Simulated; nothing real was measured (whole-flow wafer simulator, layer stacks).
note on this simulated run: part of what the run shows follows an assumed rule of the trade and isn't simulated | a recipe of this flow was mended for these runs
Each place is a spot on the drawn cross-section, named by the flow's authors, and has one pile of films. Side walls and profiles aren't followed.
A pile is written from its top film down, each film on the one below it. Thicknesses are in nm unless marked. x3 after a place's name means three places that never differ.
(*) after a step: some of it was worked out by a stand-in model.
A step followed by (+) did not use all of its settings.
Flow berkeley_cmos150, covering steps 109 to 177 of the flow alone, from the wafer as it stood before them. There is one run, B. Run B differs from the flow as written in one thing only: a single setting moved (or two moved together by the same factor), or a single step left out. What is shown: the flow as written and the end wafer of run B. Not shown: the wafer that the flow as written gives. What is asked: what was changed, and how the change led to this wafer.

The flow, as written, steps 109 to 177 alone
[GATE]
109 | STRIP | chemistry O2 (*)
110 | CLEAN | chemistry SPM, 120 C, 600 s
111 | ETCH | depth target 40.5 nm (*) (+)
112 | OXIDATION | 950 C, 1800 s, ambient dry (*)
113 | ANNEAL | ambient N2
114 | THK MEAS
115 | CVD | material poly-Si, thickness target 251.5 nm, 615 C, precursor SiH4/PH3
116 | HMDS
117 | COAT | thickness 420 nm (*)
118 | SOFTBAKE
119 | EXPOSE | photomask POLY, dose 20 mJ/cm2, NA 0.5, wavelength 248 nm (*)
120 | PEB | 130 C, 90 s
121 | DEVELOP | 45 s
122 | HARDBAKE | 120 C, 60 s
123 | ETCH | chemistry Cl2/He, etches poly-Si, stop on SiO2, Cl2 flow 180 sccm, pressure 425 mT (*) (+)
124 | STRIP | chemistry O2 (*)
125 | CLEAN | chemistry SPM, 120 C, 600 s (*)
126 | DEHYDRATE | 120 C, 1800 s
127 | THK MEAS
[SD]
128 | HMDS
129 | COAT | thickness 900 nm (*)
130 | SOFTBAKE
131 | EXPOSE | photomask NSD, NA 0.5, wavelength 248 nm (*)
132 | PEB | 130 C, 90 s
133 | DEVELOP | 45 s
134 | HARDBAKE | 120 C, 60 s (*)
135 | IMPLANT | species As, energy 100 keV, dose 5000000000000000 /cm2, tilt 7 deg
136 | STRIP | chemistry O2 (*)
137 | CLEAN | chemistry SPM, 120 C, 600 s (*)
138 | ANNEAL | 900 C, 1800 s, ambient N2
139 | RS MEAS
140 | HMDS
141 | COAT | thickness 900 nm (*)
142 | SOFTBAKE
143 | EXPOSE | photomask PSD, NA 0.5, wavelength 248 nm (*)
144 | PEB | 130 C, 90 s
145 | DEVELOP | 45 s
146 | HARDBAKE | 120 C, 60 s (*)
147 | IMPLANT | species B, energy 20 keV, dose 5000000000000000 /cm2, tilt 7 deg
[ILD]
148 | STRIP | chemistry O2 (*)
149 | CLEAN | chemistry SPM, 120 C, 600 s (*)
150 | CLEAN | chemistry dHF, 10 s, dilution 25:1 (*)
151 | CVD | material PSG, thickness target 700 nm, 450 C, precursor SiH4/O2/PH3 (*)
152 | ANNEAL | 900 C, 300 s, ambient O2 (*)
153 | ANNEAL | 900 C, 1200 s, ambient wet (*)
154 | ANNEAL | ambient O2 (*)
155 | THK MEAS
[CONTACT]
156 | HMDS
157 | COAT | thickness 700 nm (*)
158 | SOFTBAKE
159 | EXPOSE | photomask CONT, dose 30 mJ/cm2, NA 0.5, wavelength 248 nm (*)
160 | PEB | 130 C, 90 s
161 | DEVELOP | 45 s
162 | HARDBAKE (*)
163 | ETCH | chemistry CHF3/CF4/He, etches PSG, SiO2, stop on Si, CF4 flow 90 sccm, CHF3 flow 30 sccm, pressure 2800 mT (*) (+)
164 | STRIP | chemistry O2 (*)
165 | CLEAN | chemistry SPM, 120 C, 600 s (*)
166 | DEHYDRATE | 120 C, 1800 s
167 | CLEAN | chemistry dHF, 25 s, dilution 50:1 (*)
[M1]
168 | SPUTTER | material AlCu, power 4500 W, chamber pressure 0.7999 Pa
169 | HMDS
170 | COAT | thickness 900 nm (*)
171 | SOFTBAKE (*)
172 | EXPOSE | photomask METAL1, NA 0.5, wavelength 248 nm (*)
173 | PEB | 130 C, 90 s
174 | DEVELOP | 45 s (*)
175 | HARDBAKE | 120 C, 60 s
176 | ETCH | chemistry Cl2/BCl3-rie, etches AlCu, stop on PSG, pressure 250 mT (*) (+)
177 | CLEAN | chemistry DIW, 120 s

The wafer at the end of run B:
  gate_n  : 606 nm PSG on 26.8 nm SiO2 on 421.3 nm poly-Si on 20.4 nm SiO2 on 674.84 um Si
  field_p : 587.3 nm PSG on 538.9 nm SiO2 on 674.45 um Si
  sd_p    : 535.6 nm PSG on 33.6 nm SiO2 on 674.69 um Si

What caused this: step 115, CVD: thickness target 433.8 nm was run, whereas the flow has thickness target 251.5 nm.

How this came from the change, step by step:
  115 | CVD | material poly-Si, thickness target 251.5 nm, 615 C, precursor SiH4/PH3
      field, field_p, sd_n, gate_n, sd_p, gate_p, contact, m1: +433.8 poly-Si (new film) (it would be, as written: +251.5 poly-Si (new film))
  123 | ETCH | chemistry Cl2/He, etches poly-Si, stop on SiO2, Cl2 flow 180 sccm, pressure 425 mT (*) (+)
      field, field_p, sd_n, sd_p, contact, m1: -433.8 poly-Si (all of it), -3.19 SiO2 (it would be, as written: -251.5 poly-Si (all of it), -3.19 SiO2)
      gate_n, gate_p: -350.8 KrF-resist (it would be, as written: -220.6 KrF-resist)
  124 | STRIP | chemistry O2 (*)
      gate_n: +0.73 chemical SiO2 (new film), -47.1 KrF-resist (all of it), -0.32 poly-Si (it would be, as written: +0.69 chemical SiO2 (new film), -176.1 KrF-resist (all of it), -0.3 poly-Si)
      gate_p: +0.73 chemical SiO2 (new film), -84.1 KrF-resist (all of it), -0.32 poly-Si (it would be, as written: +0.69 chemical SiO2 (new film), -213.2 KrF-resist (all of it), -0.3 poly-Si)
  129 | COAT | thickness 900 nm (*)
      gate_n: +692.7 thick-KrF-resist (new film) (it would be, as written: +819.9 thick-KrF-resist (new film))
      gate_p: +759.3 thick-KrF-resist (new film) (it would be, as written: +888.9 thick-KrF-resist (new film))
  133 | DEVELOP | 45 s
      gate_n: -691.1 thick-KrF-resist (all of it) (it would be, as written: -818.1 thick-KrF-resist (all of it))
  136 | STRIP | chemistry O2 (*)
      gate_p: -744.3 thick-KrF-resist (all of it), +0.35 chemical SiO2, -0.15 poly-Si (it would be, as written: -873.6 thick-KrF-resist (all of it), +0.34 chemical SiO2, -0.15 poly-Si)
  141 | COAT | thickness 900 nm (*)
      gate_n: +691.7 thick-KrF-resist (new film) (it would be, as written: +819.7 thick-KrF-resist (new film))
      gate_p: +759 thick-KrF-resist (new film) (it would be, as written: +888.8 thick-KrF-resist (new film))
  145 | DEVELOP | 45 s
      gate_p: -757.2 thick-KrF-resist (all of it) (it would be, as written: -886.7 thick-KrF-resist (all of it))
  148 | STRIP | chemistry O2 (*)
      gate_n: -676.9 thick-KrF-resist (all of it), +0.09 chemical SiO2, -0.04 poly-Si (it would be, as written: -804.5 thick-KrF-resist (all of it), +0.09 chemical SiO2, -0.04 poly-Si)
  151 | CVD | material PSG, thickness target 700 nm, 450 C, precursor SiH4/O2/PH3 (*)
      field_p: +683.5 PSG (new film) (it would be, as written: +700 PSG (new film))
  153 | ANNEAL | 900 C, 1200 s, ambient wet (*)
      field_p: -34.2 PSG, +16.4 SiO2, -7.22 Si (it would be, as written: -35 PSG, +16.3 SiO2, -7.15 Si)
  157 | COAT | thickness 700 nm (*)
      field_p: +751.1 KrF-resist (new film) (it would be, as written: +716.6 KrF-resist (new film))
      gate_n: +573.6 KrF-resist (new film) (it would be, as written: +650.5 KrF-resist (new film))
      (also at 2 further places)
  164 | STRIP | chemistry O2 (*)
      field_p: -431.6 KrF-resist (all of it) (it would be, as written: -397.1 KrF-resist (all of it))
      gate_n: -254.5 KrF-resist (all of it) (it would be, as written: -331.2 KrF-resist (all of it))
      (also at 2 further places)
  168 | SPUTTER | material AlCu, power 4500 W, chamber pressure 0.7999 Pa
      field_p: +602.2 AlCu (new film) (it would be, as written: +619.8 AlCu (new film))
      sd_p: +482.5 AlCu (new film) (it would be, as written: +471.4 AlCu (new film))
  170 | COAT | thickness 900 nm (*)
      field_p: +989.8 thick-KrF-resist (new film) (it would be, as written: +942.7 thick-KrF-resist (new film))
      sd_n: +1186.1 thick-KrF-resist (new film) (it would be, as written: +1135.4 thick-KrF-resist (new film))
      (also at 2 further places)
  174 | DEVELOP | 45 s (*)
      field_p: -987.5 thick-KrF-resist (all of it), -10 AlCu (it would be, as written: -940.5 thick-KrF-resist (all of it), -10 AlCu)
      sd_n: -1183.1 thick-KrF-resist (all of it), -10 AlCu (it would be, as written: -1132.6 thick-KrF-resist (all of it), -10 AlCu)
      (also at 2 further places)
  176 | ETCH | chemistry Cl2/BCl3-rie, etches AlCu, stop on PSG, pressure 250 mT (*) (+)
      field_p: -592.2 AlCu (all of it), -34.2 PSG (it would be, as written: -609.8 AlCu (all of it), -32 PSG)
      sd_p: -472.5 AlCu (all of it), -49.2 PSG (it would be, as written: -461.4 AlCu (all of it), -50.6 PSG)
